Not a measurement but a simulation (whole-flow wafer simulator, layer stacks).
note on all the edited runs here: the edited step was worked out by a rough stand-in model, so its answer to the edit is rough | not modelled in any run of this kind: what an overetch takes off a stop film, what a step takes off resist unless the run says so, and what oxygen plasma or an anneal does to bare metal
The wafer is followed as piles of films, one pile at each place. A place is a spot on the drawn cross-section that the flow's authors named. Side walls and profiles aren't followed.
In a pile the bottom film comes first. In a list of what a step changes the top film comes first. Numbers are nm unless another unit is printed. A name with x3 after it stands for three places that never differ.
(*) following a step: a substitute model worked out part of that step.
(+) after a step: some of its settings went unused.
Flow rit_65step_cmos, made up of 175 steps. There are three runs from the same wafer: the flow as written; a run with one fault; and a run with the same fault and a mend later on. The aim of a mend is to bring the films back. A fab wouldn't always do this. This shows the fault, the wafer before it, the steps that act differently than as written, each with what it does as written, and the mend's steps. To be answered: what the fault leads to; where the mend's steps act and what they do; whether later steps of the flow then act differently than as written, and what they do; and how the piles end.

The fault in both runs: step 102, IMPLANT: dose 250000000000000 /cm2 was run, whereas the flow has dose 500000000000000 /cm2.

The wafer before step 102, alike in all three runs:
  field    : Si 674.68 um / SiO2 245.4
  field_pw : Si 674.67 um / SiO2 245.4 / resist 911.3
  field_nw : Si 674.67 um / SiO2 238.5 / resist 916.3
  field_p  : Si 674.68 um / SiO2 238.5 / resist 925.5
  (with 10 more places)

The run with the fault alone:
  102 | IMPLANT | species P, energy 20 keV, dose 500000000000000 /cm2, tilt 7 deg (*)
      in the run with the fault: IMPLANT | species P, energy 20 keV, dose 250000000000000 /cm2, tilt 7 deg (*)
      acts as it does as written at every place that is followed
  Steps further on in the flow that do not act as written (not shown: 20 more steps that differ only slightly, by at most 2% or 0.5 nm, whichever is larger):
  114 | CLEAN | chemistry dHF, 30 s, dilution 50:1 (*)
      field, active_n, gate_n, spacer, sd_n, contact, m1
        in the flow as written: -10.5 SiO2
        in the run with the fault: -8.85 SiO2
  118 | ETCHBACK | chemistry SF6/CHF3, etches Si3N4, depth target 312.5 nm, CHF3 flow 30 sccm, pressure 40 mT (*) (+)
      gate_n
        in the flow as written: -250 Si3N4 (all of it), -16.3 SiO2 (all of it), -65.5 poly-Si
        in the run with the fault: -250 Si3N4 (all of it), -18 SiO2 (all of it), -62.1 poly-Si
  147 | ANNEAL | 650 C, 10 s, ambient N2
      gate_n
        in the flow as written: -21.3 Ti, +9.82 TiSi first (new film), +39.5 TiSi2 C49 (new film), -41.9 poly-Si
        in the run with the fault: -21.5 Ti, +10.5 TiSi first (new film), +39.1 TiSi2 C49 (new film), -42.1 poly-Si
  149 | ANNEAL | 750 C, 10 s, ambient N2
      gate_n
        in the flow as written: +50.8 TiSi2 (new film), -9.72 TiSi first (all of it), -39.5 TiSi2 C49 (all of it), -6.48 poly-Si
        in the run with the fault: +51.5 TiSi2 (new film), -10.4 TiSi first (all of it), -39.1 TiSi2 C49 (all of it), -6.96 poly-Si
  The piles end different from the flow's at gate_n, spacer by more than 2% or 0.5 nm, whichever is larger.
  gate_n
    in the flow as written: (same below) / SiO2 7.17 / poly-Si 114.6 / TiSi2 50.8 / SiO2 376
    in the run with the fault: (same below) / SiO2 7.17 / poly-Si 117.4 / TiSi2 51.5 / SiO2 374.2
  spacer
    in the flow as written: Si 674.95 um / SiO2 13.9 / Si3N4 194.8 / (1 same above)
    in the run with the fault: Si 674.95 um / SiO2 15.6 / Si3N4 194.8 / (1 same above)

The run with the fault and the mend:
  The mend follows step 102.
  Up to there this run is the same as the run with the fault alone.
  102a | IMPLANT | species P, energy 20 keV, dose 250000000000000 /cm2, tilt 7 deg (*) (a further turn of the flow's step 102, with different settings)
      leaves every film unchanged at each place that is followed
  Every later step of the flow that is run acts as written at every place that is followed.
  The piles end the same as the flow's at every place that both follow.
